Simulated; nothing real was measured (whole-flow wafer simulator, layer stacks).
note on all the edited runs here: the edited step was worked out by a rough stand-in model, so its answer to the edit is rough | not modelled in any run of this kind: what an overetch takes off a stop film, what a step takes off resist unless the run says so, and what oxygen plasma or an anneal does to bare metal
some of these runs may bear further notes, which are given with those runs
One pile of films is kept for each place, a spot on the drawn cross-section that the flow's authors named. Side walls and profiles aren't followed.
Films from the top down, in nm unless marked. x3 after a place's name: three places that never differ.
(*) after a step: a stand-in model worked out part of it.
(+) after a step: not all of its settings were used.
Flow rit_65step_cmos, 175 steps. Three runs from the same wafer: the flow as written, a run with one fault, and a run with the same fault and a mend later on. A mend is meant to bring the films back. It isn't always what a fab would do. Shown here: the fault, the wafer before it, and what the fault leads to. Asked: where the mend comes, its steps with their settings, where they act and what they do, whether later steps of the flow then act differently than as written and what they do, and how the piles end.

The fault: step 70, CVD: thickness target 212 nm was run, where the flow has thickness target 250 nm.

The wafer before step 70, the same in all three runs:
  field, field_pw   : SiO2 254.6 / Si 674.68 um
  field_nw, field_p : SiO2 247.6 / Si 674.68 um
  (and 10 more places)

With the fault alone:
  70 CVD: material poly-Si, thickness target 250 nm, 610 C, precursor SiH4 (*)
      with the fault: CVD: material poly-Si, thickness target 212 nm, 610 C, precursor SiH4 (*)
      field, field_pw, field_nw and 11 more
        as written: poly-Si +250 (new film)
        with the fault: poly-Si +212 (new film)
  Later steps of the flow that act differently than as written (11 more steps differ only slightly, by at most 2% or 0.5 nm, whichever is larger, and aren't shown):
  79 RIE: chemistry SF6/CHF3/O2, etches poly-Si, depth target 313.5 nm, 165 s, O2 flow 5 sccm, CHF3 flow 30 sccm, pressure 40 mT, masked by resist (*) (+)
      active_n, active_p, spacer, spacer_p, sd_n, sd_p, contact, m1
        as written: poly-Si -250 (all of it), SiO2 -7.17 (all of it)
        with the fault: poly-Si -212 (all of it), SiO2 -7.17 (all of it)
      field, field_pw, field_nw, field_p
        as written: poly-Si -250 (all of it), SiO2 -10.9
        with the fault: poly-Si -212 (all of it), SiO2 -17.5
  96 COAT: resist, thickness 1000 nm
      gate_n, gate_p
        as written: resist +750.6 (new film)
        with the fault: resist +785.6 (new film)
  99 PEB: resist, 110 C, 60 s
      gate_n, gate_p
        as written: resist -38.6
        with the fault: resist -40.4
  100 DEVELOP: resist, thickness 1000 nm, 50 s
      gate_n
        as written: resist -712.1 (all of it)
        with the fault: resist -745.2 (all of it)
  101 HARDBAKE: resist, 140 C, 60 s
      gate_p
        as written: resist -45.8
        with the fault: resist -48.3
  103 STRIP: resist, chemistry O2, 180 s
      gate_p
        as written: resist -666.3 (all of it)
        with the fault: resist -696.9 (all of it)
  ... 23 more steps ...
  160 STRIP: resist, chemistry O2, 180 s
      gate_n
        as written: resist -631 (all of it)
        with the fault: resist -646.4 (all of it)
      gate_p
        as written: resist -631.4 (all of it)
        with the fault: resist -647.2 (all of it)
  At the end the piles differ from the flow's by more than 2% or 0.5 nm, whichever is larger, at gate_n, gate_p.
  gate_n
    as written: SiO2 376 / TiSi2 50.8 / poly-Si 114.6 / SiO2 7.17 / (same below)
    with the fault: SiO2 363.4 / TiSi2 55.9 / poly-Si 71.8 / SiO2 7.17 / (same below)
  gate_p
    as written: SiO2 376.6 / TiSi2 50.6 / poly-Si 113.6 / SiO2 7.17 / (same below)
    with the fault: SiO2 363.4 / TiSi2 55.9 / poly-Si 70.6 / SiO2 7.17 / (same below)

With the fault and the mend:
  The mend comes after step 71.
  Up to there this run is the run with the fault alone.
  71a CVD: material poly-Si, thickness target 38 nm, 610 C, precursor SiH4 (*) (the flow's step 70 once more, with other settings)
      field, field_pw, field_nw and 11 more
        poly-Si +38
  No later step of the flow acts differently than as written at any place that is followed.
  At the end the piles are the same as the flow's at every place that both follow.
